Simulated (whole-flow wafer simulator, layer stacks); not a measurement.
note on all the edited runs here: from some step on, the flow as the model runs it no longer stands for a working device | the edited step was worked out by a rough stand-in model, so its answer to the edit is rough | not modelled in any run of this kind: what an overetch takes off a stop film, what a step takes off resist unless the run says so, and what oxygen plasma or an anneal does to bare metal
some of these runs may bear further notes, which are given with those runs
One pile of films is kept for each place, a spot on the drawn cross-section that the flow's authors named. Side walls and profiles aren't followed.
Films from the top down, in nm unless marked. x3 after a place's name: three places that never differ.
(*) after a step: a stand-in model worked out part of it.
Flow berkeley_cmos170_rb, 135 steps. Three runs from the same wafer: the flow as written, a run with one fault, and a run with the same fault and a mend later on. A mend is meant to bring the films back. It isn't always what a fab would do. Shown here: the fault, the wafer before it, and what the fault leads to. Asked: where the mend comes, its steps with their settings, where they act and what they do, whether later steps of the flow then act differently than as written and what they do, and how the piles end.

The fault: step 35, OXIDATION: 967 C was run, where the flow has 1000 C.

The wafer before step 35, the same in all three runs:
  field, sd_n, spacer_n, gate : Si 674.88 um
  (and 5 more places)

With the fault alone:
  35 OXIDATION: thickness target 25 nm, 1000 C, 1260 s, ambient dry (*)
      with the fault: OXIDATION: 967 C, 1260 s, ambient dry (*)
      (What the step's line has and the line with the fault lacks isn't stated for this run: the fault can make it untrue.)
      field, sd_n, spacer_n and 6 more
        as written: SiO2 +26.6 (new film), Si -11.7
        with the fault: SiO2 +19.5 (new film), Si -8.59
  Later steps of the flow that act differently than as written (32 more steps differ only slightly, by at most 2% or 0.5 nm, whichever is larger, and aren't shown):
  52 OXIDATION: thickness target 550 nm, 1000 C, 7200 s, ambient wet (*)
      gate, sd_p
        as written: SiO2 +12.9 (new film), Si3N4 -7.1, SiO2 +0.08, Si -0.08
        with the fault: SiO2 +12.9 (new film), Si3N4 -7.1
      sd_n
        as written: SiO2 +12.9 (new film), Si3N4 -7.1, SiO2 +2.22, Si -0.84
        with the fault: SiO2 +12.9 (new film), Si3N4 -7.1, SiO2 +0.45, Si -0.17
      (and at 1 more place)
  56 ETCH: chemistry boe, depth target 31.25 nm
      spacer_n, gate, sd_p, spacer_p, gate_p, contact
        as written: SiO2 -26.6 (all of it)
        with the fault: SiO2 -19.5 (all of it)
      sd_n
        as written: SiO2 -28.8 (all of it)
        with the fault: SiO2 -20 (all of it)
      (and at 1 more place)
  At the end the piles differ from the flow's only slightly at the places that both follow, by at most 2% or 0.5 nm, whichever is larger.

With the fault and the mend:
  The mend comes after step 36.
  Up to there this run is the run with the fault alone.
  36a OXIDATION: 1000 C, 449 s, ambient dry (*) (the flow's step 35 once more, with other settings)
      field, sd_n, spacer_n and 6 more
        SiO2 +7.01, Si -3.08
  No later step of the flow acts differently than as written, at any place that is followed, by more than 2% or 0.5 nm, whichever is larger.
  At the end the piles are the same as the flow's at every place that both follow.
